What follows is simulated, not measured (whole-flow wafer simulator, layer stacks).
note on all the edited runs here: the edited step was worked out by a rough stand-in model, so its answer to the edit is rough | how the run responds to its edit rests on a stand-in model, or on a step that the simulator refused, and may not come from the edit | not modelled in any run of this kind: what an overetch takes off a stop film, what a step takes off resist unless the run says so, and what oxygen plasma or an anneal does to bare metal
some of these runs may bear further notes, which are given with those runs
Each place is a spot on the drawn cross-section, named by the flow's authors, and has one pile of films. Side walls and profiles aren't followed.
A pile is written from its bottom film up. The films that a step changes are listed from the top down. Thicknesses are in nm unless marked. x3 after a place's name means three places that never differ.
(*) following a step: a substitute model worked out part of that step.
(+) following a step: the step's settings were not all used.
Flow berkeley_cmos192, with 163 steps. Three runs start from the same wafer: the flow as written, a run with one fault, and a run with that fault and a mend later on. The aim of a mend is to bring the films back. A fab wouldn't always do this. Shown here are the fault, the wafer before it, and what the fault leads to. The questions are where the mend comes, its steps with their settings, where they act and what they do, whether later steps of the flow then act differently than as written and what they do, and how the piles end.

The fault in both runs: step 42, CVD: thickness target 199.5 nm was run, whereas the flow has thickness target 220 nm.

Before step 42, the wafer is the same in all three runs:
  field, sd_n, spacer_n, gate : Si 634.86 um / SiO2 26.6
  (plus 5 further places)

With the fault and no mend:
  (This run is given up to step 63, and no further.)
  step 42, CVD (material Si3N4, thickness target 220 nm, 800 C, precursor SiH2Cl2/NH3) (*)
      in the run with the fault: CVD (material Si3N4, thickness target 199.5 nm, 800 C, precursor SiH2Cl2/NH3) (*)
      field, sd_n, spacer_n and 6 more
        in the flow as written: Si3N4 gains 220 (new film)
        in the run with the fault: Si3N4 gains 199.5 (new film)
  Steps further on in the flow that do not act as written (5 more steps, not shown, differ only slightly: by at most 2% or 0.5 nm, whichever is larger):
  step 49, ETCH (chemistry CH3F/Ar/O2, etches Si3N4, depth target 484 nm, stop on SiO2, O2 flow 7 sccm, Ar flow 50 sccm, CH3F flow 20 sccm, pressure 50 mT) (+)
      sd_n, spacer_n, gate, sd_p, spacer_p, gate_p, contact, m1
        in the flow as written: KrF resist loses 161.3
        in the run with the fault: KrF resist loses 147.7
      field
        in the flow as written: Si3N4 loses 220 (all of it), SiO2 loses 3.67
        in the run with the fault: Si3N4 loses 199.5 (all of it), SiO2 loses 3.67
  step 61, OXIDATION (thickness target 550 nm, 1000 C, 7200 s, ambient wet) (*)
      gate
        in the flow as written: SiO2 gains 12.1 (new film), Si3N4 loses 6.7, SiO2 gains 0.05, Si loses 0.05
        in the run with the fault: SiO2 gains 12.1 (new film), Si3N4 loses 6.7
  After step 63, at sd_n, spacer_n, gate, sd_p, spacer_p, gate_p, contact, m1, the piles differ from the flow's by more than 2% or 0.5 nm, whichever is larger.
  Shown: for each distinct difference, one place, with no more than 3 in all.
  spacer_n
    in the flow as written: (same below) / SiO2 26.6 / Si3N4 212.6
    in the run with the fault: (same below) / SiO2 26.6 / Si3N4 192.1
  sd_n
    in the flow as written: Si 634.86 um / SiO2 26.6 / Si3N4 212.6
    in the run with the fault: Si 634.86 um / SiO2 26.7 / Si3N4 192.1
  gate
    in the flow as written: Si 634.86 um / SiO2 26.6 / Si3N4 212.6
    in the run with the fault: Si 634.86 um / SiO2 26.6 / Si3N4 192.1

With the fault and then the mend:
  After step 48 comes the mend.
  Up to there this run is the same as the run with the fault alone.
  step 48a, STRIP (150 s) (*) (+)
      sd_n, spacer_n, gate, sd_p, spacer_p, gate_p, contact, m1
        KrF resist loses 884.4 (all of it)
  step 48b, CLEAN (chemistry SPM) (the flow's step 34, run once more)
      alters no film at any place that is followed
  step 48c, CVD (material Si3N4, thickness target 20.46 nm, 800 C, precursor SiH2Cl2/NH3) (*) (the flow's step 42, run once more with other settings)
      field, sd_n, spacer_n and 6 more
        Si3N4 gains 20.5
  step 48d, HMDS (the flow's step 43, run once more)
      alters no film at any place that is followed
  step 48e, COAT (KrF resist, thickness 900 nm) (the flow's step 44, run once more)
      field, sd_n, spacer_n and 6 more
        KrF resist gains 900 (new film)
  step 48f, SOFTBAKE (KrF resist) (the flow's step 45, run once more)
      alters no film at any place that is followed
  step 48g, EXPOSE (photomask ACTIVE, dose 18 mJ/cm2, NA 0.5, wavelength 248 nm) (*) (the flow's step 46, run once more)
      alters no film at any place that is followed
  step 48h, PEB (KrF resist, 130 C, 60 s) (the flow's step 47, run once more)
      field, sd_n, spacer_n and 6 more
        KrF resist loses 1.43
  step 48i, DEVELOP (KrF resist, thickness 900 nm, developer developer-D-0.26N, 45 s) (the flow's step 48, run once more)
      sd_n, spacer_n, gate, sd_p, spacer_p, gate_p, contact, m1
        KrF resist loses 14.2
      field
        KrF resist loses 898.6 (all of it)
  None of the later steps of the flow differs from how it acts as written, at any place that is followed, by more than 2% or 0.5 nm, whichever is larger.
  At every place that both follow, the piles at the end match the flow's.
